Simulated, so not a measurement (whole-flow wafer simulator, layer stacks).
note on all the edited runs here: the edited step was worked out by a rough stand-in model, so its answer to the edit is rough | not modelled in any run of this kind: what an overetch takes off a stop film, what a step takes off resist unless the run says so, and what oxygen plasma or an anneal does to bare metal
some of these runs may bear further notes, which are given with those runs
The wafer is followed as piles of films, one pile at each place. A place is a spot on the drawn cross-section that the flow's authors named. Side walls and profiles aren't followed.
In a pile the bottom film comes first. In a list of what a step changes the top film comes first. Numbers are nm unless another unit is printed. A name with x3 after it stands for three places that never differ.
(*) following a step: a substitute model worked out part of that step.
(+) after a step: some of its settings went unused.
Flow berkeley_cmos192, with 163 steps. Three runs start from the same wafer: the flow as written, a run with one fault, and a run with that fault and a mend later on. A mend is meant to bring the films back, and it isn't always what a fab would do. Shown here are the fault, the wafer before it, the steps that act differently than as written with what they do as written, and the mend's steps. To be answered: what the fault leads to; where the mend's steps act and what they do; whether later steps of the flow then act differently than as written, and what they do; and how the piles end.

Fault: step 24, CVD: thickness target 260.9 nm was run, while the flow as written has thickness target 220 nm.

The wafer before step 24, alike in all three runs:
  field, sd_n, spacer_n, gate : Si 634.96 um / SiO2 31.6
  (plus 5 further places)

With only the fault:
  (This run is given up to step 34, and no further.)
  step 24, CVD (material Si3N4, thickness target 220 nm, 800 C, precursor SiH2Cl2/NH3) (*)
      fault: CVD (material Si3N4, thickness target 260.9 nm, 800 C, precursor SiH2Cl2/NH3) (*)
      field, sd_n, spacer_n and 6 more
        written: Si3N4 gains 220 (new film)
        fault: Si3N4 gains 260.9 (new film)
  Steps further on in the flow that do not act as written:
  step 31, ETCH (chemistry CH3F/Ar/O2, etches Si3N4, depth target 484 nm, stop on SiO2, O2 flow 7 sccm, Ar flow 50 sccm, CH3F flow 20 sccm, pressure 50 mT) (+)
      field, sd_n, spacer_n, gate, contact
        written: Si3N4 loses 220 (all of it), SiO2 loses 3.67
        fault: Si3N4 loses 260.9 (all of it), SiO2 loses 3.67
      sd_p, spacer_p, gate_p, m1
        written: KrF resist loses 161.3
        fault: KrF resist loses 188.6
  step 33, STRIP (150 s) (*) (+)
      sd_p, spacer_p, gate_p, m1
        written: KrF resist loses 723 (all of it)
        fault: KrF resist loses 695.8 (all of it)
  Once step 34 is done, the piles at sd_p, spacer_p, gate_p, m1 depart from the flow's by more than 2% or 0.5 nm, whichever is larger.
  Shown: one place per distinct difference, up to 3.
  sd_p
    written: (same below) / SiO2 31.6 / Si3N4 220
    fault: (same below) / SiO2 31.6 / Si3N4 260.9

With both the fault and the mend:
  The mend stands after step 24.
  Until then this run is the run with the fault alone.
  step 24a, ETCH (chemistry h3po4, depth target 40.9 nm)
      field, sd_n, spacer_n and 6 more
        Si3N4 loses 40.9
  None of the later steps of the flow acts differently than as written at any place that is followed.
  By the end, the piles equal the flow's at every place that both follow.
